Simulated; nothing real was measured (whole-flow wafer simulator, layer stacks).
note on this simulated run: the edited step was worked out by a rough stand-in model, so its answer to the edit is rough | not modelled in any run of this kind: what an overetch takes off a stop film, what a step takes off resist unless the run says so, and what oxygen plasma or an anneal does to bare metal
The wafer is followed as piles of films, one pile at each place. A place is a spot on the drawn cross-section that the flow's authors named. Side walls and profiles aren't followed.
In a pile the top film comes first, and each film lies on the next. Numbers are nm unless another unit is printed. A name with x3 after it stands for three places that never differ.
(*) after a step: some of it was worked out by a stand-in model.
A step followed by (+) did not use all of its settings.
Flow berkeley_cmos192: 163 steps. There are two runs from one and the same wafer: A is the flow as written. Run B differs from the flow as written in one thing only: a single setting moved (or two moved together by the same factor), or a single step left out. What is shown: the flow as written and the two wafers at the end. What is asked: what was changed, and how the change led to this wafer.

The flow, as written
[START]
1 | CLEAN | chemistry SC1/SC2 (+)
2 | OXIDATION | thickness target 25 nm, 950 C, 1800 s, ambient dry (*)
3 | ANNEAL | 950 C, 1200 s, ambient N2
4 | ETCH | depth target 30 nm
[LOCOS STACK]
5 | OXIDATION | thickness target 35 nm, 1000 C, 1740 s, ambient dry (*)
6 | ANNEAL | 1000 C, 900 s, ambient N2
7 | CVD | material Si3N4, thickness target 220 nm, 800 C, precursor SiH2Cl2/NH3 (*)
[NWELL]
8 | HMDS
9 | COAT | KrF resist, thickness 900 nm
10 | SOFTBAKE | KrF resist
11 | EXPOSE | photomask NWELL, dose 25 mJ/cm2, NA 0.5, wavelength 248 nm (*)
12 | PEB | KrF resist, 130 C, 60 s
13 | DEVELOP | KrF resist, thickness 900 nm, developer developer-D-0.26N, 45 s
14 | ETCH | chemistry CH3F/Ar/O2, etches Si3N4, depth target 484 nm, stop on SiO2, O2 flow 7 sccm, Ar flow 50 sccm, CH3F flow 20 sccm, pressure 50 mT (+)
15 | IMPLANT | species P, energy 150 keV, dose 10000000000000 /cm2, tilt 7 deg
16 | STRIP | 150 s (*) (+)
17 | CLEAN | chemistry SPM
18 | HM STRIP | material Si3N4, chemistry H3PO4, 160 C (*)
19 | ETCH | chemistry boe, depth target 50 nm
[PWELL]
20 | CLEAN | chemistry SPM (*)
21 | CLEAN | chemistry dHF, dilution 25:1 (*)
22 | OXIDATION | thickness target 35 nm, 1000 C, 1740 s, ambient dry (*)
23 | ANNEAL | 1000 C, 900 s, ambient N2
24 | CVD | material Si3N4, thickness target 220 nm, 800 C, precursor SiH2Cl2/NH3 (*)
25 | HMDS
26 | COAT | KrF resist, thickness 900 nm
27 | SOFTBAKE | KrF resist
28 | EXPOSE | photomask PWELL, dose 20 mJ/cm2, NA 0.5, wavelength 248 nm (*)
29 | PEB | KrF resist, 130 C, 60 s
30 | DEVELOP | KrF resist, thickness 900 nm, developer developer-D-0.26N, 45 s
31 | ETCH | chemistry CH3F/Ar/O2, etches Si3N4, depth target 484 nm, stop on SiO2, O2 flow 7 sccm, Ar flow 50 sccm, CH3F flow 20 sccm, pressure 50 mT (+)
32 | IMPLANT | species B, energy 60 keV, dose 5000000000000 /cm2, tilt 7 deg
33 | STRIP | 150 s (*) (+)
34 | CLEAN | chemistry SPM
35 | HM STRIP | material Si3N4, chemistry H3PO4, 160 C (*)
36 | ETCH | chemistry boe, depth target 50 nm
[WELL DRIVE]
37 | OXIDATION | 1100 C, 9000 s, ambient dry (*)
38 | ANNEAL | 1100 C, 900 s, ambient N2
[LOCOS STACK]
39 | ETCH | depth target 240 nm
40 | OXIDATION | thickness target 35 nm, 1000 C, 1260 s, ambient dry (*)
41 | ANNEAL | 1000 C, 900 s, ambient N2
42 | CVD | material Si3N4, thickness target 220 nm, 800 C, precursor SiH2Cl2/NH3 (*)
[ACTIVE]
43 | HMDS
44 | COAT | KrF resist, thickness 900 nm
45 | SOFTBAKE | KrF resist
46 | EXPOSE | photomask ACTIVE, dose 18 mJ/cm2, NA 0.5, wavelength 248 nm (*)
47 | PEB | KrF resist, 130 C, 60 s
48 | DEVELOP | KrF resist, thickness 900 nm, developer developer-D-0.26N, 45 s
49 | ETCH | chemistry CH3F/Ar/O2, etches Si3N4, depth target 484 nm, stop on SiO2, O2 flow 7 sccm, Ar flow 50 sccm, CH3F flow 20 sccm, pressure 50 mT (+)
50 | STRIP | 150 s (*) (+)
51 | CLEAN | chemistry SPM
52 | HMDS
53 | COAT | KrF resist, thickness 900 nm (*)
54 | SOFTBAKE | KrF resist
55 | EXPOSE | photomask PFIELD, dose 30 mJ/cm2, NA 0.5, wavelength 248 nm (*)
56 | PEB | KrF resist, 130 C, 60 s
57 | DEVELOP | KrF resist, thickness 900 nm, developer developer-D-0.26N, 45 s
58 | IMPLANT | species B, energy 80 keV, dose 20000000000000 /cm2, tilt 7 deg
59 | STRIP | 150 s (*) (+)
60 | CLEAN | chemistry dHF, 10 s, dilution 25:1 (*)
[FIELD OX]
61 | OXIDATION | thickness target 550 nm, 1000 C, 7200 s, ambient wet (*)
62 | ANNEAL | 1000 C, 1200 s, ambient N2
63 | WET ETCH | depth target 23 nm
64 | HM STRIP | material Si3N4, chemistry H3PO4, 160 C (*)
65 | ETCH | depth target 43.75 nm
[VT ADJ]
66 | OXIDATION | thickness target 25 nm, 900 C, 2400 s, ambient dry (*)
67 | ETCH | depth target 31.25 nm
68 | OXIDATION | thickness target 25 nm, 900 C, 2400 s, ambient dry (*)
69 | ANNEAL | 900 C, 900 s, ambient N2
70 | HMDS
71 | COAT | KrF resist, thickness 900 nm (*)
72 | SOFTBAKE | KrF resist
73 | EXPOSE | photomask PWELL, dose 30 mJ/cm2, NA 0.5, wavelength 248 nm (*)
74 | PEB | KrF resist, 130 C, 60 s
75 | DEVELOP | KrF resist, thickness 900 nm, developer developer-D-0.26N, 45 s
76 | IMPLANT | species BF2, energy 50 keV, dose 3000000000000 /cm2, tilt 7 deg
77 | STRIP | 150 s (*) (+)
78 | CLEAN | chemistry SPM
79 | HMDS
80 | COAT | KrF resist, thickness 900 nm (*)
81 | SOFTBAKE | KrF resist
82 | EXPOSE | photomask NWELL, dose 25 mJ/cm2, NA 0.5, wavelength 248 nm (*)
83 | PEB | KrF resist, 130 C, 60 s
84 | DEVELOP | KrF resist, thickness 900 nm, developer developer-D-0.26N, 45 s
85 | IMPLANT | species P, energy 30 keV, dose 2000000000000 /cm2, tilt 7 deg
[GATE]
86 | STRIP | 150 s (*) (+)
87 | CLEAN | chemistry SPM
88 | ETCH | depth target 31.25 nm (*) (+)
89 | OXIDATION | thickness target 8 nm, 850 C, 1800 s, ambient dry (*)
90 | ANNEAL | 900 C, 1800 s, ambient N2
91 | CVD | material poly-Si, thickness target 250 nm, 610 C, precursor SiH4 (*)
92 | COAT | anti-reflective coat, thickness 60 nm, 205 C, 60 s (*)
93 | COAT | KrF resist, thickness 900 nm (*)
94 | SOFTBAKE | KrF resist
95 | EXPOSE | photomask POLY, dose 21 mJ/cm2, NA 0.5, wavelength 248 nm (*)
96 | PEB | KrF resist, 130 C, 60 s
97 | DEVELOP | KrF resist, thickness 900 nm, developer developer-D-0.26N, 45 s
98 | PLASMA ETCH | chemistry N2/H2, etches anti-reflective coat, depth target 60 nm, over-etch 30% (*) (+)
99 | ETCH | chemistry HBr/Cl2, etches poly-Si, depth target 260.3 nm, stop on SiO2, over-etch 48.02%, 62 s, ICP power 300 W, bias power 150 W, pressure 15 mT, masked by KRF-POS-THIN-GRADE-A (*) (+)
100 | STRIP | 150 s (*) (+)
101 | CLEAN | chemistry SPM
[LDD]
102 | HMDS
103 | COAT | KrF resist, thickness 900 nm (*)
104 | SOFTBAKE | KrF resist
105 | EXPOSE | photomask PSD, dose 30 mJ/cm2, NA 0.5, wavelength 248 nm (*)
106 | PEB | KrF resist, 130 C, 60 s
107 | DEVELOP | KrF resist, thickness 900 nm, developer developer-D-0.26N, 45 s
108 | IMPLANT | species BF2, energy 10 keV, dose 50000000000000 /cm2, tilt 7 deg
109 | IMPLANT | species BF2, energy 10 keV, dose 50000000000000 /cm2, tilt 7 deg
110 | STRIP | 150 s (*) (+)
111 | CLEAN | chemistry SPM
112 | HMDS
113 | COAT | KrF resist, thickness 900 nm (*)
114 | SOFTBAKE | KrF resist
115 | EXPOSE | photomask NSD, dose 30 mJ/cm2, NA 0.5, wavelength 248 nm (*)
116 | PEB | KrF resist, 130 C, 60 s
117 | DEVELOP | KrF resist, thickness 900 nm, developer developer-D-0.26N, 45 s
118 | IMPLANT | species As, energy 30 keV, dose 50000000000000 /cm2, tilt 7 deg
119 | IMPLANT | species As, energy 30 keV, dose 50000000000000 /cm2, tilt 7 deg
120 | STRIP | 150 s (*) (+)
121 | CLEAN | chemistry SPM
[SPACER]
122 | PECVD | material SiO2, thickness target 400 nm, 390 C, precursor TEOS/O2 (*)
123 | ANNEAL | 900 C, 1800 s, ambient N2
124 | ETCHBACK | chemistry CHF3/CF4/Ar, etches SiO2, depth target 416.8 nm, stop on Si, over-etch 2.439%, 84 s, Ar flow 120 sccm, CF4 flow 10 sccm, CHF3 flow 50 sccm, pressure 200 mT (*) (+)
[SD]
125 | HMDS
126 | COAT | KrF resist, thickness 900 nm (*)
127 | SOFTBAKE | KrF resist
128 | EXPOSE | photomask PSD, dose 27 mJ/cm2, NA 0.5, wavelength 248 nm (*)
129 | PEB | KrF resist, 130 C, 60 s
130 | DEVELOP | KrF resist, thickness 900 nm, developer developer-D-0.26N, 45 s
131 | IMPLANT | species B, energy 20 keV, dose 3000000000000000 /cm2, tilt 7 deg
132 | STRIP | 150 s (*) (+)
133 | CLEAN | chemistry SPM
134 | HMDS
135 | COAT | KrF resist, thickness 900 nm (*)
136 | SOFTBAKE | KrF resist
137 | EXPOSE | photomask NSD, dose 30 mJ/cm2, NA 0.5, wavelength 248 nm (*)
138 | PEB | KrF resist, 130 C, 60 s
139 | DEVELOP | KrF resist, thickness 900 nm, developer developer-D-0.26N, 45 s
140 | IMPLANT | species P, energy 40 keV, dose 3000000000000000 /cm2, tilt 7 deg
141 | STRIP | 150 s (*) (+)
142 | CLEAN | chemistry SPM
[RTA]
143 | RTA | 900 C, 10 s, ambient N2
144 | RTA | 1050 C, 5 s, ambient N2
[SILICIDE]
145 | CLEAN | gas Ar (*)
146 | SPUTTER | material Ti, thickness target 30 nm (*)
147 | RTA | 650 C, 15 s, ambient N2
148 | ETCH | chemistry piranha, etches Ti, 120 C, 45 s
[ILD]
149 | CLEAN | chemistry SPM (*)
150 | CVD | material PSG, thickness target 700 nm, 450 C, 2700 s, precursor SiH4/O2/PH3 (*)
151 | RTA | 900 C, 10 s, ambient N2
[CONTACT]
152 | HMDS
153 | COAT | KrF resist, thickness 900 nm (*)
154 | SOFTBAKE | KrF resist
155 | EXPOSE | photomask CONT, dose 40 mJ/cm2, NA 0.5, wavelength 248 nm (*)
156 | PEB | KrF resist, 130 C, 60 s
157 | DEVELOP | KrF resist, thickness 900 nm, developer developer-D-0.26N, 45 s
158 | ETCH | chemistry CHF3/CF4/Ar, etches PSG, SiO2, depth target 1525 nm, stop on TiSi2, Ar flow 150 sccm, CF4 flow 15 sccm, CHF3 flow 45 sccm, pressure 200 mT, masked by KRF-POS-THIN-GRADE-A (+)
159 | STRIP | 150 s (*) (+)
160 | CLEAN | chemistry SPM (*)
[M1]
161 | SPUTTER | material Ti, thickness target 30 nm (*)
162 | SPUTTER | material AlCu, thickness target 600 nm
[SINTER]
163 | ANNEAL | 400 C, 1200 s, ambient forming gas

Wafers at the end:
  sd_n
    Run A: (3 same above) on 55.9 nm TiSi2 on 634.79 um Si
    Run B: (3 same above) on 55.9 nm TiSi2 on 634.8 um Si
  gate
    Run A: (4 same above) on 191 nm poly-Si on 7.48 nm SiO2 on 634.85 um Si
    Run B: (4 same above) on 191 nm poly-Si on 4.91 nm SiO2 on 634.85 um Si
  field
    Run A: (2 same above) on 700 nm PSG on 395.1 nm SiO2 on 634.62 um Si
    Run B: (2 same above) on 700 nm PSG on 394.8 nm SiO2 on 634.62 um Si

Cause: step 89, OXIDATION: 808 C was run, while the flow as written has 850 C.

Step by step, how the change led to this:
  89 | OXIDATION | thickness target 8 nm, 850 C, 1800 s, ambient dry (*)
      sd_n, spacer_n, gate, sd_p, spacer_p, gate_p, contact, m1: A SiO2 gains 7.48 (new film), Si loses 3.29 | B SiO2 gains 4.91 (new film), Si loses 2.16
